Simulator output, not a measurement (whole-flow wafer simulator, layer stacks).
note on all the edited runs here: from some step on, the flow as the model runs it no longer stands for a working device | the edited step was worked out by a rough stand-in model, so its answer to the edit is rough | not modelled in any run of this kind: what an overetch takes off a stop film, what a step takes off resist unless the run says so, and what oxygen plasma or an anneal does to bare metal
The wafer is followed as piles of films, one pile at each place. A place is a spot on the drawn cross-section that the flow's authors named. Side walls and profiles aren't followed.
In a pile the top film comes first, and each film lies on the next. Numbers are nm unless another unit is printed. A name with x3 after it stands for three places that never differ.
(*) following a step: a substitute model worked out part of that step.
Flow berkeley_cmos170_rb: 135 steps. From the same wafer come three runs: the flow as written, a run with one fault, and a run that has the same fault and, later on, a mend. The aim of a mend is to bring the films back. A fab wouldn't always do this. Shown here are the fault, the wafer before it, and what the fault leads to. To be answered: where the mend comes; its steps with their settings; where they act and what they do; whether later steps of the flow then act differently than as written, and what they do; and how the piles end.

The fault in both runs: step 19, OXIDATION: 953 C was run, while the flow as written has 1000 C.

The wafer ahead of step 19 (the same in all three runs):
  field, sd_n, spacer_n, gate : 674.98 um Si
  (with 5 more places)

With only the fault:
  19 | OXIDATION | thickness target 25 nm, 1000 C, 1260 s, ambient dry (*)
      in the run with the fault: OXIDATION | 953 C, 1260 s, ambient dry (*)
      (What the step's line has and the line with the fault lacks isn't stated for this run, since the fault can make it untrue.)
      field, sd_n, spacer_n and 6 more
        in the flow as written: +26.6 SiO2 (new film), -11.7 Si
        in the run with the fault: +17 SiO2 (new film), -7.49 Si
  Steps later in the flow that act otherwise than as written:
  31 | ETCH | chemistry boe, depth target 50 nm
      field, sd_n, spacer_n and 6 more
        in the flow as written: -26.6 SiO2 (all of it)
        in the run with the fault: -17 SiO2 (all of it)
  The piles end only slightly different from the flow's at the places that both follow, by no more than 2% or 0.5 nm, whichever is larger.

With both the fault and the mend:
  After step 20 comes the mend.
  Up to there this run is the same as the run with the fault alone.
  20a | OXIDATION | 1000 C, 584 s, ambient dry (*) (the flow's step 19 again, with other settings)
      field, sd_n, spacer_n and 6 more
        +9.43 SiO2, -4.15 Si
  None of the later steps of the flow differs from how it acts as written, at any place that is followed, by more than 2% or 0.5 nm, whichever is larger.
  At every place that both follow, the piles at the end match the flow's.
